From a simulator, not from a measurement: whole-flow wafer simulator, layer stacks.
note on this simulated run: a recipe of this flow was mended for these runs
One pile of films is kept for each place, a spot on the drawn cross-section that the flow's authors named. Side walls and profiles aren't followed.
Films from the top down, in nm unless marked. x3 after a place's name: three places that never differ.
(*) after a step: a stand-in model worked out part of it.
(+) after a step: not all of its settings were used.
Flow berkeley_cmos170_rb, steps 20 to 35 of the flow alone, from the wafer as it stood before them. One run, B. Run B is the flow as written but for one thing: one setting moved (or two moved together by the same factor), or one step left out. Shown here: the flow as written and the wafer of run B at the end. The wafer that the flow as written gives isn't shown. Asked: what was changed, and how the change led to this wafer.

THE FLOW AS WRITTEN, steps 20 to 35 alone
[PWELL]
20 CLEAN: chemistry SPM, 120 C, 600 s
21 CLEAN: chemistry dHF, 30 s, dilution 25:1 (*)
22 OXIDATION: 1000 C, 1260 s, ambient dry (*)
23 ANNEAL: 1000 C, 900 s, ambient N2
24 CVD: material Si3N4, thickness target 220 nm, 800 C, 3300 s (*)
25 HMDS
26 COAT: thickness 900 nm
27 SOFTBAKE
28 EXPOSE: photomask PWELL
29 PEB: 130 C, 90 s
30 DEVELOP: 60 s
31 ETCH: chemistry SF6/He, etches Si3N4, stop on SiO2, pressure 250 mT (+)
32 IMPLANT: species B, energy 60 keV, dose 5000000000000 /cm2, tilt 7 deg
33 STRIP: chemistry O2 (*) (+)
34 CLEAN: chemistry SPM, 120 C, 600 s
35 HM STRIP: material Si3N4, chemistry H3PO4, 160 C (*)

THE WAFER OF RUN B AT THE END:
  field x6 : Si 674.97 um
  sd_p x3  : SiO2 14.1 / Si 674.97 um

The cause: step 35, HM STRIP: 171 C was run, where the flow has 160 C.

How the change led to this, step by step:
  35 HM STRIP: material Si3N4, chemistry H3PO4, 160 C (*)
      field x6: SiO2 -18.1 (all of it) (as written it would be: SiO2 -10.5)
      sd_p x3: Si3N4 -220 (all of it), SiO2 -12.5 (as written it would be: Si3N4 -220 (all of it), SiO2 -3.44)
